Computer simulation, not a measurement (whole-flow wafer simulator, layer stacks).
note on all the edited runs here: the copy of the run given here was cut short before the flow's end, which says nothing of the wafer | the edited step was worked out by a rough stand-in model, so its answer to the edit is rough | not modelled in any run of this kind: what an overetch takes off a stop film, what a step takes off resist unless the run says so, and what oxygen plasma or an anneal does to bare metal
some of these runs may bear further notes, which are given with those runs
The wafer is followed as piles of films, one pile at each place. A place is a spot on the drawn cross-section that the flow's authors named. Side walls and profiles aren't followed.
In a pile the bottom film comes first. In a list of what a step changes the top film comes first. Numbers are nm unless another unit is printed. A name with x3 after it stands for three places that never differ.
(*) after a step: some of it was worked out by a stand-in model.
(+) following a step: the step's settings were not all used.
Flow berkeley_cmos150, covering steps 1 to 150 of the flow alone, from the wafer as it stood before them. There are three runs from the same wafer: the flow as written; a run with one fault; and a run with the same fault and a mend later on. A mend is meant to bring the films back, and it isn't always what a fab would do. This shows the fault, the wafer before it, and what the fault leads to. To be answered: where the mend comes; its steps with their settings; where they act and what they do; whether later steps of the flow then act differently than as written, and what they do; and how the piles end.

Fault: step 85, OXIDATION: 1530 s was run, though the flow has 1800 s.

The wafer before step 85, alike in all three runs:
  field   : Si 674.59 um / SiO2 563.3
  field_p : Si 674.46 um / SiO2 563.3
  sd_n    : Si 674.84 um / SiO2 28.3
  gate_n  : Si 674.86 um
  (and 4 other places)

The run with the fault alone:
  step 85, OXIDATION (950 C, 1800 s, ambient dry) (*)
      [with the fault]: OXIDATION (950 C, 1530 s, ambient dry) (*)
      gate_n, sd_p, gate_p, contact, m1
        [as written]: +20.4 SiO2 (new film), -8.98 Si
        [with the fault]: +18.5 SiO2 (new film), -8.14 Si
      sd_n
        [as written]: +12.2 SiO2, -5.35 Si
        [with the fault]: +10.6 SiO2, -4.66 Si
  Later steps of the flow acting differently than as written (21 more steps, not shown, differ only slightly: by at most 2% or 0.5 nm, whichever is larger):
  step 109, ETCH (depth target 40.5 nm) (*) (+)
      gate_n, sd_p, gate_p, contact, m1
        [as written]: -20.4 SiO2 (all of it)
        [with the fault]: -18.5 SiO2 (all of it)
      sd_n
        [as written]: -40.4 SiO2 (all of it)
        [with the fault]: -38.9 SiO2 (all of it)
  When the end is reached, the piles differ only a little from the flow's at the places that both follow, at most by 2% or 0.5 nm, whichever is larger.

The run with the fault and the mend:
  The mend follows step 85.
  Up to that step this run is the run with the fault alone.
  step 85a, OXIDATION (950 C, 270 s, ambient dry) (*) (the flow's step 85 again, with other settings)
      gate_n, sd_p, gate_p, contact, m1
        +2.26 SiO2, -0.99 Si
      field, field_p
        +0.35 SiO2, -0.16 Si
      sd_n
        +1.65 SiO2, -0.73 Si
  Every later step of the flow that is run acts as written, at every place that is followed, to within 2% or 0.5 nm, whichever is larger.
  When the end is reached, the piles differ only a little from the flow's at the places that both follow, at most by 2% or 0.5 nm, whichever is larger.
